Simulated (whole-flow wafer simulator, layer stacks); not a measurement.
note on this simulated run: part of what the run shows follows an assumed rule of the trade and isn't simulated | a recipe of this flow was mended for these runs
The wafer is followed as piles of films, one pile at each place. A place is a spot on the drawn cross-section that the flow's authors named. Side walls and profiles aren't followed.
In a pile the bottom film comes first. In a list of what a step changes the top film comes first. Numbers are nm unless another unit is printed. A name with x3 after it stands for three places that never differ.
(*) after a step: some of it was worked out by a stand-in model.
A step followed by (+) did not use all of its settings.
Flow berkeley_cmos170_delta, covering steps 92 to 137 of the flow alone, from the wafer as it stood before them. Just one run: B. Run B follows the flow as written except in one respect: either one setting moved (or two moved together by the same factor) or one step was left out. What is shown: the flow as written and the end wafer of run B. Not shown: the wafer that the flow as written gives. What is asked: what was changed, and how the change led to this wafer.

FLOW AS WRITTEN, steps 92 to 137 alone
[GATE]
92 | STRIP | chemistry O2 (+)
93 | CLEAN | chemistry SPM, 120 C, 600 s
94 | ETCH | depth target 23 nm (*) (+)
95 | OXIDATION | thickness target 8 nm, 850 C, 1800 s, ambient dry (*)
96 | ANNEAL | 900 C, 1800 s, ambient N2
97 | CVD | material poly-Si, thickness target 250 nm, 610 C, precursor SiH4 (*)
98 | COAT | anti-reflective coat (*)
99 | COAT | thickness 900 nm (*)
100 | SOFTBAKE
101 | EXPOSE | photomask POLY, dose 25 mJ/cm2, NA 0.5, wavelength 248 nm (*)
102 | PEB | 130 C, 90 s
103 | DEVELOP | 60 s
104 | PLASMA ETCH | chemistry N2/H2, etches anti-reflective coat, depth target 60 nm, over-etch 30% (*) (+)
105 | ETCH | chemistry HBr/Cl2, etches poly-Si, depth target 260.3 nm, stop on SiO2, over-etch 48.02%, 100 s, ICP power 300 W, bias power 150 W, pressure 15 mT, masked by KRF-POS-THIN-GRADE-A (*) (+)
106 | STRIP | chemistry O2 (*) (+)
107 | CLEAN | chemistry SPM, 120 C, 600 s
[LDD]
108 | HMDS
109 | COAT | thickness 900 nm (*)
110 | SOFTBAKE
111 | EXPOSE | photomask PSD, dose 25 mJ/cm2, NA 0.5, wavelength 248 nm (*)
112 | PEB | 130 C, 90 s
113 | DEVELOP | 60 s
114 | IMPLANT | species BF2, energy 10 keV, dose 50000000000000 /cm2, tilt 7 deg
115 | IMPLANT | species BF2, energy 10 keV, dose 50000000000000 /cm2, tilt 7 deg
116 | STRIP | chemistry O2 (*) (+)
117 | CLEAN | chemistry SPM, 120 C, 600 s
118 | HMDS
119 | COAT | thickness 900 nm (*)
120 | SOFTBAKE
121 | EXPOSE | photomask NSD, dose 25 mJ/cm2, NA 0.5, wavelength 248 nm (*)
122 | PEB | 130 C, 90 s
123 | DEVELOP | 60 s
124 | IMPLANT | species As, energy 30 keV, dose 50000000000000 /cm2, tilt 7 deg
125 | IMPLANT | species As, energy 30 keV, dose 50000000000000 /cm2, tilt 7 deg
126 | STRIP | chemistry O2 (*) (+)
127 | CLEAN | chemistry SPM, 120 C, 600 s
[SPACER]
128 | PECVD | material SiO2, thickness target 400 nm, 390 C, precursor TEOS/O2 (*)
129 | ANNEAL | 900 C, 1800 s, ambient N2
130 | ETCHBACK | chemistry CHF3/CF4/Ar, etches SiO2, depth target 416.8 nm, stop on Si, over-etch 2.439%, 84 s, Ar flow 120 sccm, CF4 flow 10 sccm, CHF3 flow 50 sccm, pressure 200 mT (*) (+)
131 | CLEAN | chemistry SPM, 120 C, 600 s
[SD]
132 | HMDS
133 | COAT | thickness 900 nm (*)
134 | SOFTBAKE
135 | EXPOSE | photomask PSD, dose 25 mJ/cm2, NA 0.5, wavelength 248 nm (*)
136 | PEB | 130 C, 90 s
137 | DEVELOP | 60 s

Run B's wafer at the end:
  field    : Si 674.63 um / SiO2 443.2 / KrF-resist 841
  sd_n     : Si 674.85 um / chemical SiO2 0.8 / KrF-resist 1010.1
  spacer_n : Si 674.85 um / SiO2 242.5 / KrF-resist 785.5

What caused this: step 94, ETCH: depth target 23 nm (*) (+), was omitted.

The path from the change to this, step by step:
  95 | OXIDATION | thickness target 8 nm, 850 C, 1800 s, ambient dry (*)
      sd_n, spacer_n, gate, sd_p, spacer_p, gate_p, contact, m1: +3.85 SiO2, -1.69 Si (in the flow as written it would be: +7.48 SiO2 (new film), -3.29 Si)
  98 | COAT | anti-reflective coat (*)
      sd_n: +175 anti-reflective coat (new film) (in the flow as written it would be: +166.5 anti-reflective coat (new film))
      spacer_n: +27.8 anti-reflective coat (new film) (in the flow as written it would be: +29.7 anti-reflective coat (new film))
      (also at 4 further places)
  104 | PLASMA ETCH | chemistry N2/H2, etches anti-reflective coat, depth target 60 nm, over-etch 30% (*) (+)
      sd_n: -175 anti-reflective coat (all of it), -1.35 poly-Si (in the flow as written it would be: -166.5 anti-reflective coat (all of it), -1.28 poly-Si)
      spacer_n: -27.8 anti-reflective coat (all of it), -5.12 poly-Si (in the flow as written it would be: -29.7 anti-reflective coat (all of it), -4.79 poly-Si)
      (also at 2 further places)
  106 | STRIP | chemistry O2 (*) (+)
      gate: +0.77 chemical SiO2 (new film), -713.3 KrF-resist (all of it), -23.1 anti-reflective coat (all of it), -0.34 poly-Si (in the flow as written it would be: +0.77 chemical SiO2 (new film), -704.7 KrF-resist (all of it), -25.2 anti-reflective coat (all of it), -0.34 poly-Si)
      gate_p: +0.77 chemical SiO2 (new film), -677.8 KrF-resist (all of it), -27.1 anti-reflective coat (all of it), -0.34 poly-Si (in the flow as written it would be: +0.77 chemical SiO2 (new film), -672.9 KrF-resist (all of it), -28.2 anti-reflective coat (all of it), -0.34 poly-Si)
  130 | ETCHBACK | chemistry CHF3/CF4/Ar, etches SiO2, depth target 416.8 nm, stop on Si, over-etch 2.439%, 84 s, Ar flow 120 sccm, CF4 flow 10 sccm, CHF3 flow 50 sccm, pressure 200 mT (*) (+)
      sd_n: -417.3 SiO2 (all of it), -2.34 Si (in the flow as written it would be: -406 SiO2 (all of it), -2.34 Si)
      sd_p: -400.2 SiO2 (all of it), -2.34 Si (in the flow as written it would be: -389.5 SiO2 (all of it), -2.34 Si)
      (also at 2 further places)
